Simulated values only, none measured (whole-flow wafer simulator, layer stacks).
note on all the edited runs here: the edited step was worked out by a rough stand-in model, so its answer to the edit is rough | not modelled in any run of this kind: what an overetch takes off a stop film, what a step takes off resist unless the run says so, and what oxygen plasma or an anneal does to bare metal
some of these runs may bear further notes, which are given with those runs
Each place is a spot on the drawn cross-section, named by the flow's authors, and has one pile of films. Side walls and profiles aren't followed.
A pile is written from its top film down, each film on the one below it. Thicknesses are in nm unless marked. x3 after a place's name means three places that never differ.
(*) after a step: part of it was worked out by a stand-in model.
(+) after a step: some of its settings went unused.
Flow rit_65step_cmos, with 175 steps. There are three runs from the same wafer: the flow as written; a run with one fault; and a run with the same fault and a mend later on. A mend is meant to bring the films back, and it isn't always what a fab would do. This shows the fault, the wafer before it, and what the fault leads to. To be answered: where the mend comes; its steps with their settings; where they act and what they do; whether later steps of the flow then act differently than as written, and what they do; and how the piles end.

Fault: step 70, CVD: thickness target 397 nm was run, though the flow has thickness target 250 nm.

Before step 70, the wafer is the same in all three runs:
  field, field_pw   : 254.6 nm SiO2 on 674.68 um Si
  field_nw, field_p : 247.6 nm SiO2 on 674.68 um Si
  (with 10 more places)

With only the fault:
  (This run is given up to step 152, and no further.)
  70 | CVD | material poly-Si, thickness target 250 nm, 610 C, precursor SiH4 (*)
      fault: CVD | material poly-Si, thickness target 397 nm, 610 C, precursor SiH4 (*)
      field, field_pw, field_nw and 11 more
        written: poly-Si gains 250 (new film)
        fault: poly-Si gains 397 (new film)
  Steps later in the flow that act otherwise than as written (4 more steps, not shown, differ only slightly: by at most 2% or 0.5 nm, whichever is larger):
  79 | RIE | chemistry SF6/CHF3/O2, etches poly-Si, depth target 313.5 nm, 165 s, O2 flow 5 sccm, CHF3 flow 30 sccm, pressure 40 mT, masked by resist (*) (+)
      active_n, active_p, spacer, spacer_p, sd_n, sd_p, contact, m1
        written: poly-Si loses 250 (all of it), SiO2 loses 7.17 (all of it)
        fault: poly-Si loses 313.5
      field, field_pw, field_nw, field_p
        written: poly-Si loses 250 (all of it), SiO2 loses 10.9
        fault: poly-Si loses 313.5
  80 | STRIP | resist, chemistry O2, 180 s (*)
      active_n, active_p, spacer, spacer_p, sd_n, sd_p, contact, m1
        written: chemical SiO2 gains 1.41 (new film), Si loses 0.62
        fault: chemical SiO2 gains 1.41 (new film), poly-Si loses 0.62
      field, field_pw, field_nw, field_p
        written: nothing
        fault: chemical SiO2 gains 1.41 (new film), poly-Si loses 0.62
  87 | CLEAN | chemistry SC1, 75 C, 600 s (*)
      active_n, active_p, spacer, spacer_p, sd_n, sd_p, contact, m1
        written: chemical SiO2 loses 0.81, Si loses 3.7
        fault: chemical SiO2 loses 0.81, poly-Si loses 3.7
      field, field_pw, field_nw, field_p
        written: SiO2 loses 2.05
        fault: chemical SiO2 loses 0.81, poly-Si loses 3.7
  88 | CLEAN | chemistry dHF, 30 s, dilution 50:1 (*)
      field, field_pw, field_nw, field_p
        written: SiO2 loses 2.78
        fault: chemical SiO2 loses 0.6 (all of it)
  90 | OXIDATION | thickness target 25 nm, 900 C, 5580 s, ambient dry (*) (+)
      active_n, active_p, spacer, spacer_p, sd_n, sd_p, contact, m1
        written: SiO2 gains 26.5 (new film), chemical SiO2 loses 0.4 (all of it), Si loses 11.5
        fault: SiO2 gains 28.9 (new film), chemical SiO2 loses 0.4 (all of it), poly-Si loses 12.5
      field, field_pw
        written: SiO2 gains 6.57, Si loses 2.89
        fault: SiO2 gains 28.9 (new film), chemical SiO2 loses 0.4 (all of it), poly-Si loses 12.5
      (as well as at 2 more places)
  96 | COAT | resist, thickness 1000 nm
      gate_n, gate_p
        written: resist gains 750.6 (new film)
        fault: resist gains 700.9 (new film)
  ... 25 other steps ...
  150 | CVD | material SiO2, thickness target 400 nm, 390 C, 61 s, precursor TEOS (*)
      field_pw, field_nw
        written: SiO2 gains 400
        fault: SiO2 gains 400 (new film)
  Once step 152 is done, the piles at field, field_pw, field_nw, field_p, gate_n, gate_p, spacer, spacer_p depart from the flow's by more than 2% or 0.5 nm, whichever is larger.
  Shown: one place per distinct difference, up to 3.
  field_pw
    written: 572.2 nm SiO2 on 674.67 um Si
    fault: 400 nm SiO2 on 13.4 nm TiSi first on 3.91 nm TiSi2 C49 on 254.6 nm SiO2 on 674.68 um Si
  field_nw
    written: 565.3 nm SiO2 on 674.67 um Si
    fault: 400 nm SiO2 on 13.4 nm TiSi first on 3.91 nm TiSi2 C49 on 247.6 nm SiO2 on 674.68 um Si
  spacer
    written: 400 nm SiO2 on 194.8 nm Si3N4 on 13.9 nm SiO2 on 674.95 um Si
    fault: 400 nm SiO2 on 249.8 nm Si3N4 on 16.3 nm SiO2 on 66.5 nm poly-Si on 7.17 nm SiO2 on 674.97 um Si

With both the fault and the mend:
  The mend follows step 71.
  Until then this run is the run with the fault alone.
  71a | ETCH | chemistry tmah, depth target 147 nm
      field, field_pw, field_nw and 11 more
        poly-Si loses 147
  Later steps of the flow that are run all act as written at every place that is followed.
  By the end, the piles equal the flow's at every place that both follow.
